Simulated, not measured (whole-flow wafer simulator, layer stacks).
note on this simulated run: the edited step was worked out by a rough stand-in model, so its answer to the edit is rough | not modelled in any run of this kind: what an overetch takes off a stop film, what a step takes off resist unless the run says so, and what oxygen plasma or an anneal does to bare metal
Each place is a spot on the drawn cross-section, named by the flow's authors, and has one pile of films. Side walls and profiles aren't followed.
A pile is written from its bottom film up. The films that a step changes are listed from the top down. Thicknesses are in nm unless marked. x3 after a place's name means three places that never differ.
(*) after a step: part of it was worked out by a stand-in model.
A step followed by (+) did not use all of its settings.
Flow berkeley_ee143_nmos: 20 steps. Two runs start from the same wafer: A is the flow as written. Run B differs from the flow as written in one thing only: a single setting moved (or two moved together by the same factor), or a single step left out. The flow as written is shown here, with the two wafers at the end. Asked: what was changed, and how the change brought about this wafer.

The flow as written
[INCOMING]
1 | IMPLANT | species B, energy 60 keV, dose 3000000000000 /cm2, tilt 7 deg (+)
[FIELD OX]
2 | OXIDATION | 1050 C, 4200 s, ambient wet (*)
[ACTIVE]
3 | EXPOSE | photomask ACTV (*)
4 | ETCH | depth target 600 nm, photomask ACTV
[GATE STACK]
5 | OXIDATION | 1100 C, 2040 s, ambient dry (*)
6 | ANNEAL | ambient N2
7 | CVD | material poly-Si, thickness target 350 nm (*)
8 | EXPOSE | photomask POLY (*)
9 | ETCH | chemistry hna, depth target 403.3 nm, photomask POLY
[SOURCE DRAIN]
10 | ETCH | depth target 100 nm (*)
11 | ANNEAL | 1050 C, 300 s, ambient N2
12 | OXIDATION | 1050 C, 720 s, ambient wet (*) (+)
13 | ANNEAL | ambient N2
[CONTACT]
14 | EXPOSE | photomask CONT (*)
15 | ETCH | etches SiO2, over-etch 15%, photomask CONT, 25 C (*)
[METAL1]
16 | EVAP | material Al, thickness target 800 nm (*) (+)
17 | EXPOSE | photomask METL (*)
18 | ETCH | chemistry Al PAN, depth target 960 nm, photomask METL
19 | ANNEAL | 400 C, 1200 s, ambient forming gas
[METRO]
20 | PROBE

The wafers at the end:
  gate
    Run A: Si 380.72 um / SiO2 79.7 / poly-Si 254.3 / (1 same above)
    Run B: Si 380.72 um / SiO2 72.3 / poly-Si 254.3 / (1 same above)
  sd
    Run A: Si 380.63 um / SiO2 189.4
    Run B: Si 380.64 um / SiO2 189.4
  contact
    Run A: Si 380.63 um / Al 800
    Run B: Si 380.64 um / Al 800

What caused this: step 5, OXIDATION: 1734 s was run, while the flow as written has 2040 s.

Step by step, how the change led to this:
  5 | OXIDATION | 1100 C, 2040 s, ambient dry (*)
      gate, sd, contact: A +79.7 SiO2 (new film), -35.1 Si | B +72.3 SiO2 (new film), -31.8 Si
      field: A +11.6 SiO2, -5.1 Si | B +9.88 SiO2, -4.35 Si
  10 | ETCH | depth target 100 nm (*)
      sd, contact: A -79.7 SiO2 (all of it) | B -72.3 SiO2 (all of it)
